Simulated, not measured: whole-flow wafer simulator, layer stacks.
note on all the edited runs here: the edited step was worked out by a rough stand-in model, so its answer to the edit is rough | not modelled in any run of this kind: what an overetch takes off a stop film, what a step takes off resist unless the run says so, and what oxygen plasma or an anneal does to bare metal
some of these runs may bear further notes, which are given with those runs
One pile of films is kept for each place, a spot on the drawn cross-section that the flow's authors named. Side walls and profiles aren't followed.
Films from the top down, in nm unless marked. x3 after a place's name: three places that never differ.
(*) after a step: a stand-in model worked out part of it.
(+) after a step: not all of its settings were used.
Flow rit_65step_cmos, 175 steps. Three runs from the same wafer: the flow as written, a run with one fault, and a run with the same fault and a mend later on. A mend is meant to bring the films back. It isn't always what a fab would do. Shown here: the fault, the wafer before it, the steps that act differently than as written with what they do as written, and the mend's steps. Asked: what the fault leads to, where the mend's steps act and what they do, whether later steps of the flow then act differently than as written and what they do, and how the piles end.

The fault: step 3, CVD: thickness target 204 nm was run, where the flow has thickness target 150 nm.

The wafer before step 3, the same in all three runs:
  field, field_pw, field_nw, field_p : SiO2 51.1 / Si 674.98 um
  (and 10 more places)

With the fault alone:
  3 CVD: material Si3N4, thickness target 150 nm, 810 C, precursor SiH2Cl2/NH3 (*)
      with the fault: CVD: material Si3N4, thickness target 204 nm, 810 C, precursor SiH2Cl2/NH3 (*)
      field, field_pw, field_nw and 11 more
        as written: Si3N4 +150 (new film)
        with the fault: Si3N4 +204 (new film)
  Later steps of the flow that act differently than as written (56 more steps differ only slightly, by at most 2% or 0.5 nm, whichever is larger, and aren't shown):
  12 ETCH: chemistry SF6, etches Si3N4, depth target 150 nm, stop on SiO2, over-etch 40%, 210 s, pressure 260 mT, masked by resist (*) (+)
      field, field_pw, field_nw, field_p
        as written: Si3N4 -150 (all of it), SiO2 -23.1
        with the fault: Si3N4 -204 (all of it), SiO2 -2.31
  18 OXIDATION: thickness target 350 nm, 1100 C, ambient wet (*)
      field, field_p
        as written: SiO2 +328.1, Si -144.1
        with the fault: SiO2 +313.4, Si -137.6
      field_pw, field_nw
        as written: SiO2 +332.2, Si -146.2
        with the fault: SiO2 +317.2, Si -139.6
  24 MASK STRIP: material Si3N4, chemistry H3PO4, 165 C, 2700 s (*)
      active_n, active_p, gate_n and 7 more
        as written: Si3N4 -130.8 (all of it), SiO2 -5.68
        with the fault: Si3N4 -184.8 (all of it), SiO2 -3.62
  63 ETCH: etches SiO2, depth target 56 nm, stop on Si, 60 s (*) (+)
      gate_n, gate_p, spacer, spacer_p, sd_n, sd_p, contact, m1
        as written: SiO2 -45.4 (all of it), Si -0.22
        with the fault: SiO2 -47.5 (all of it), Si -0.17
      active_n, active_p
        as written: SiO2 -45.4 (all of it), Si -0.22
        with the fault: SiO2 -47.5 (all of it), Si -0.18
  At the end the piles differ from the flow's only slightly at the places that both follow, by at most 2% or 0.5 nm, whichever is larger.

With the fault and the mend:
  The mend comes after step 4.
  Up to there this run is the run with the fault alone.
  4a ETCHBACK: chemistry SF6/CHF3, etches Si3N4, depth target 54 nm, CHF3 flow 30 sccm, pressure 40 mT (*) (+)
      field, field_pw, field_nw and 11 more
        Si3N4 -54
  No later step of the flow acts differently than as written at any place that is followed.
  At the end the piles are the same as the flow's at every place that both follow.
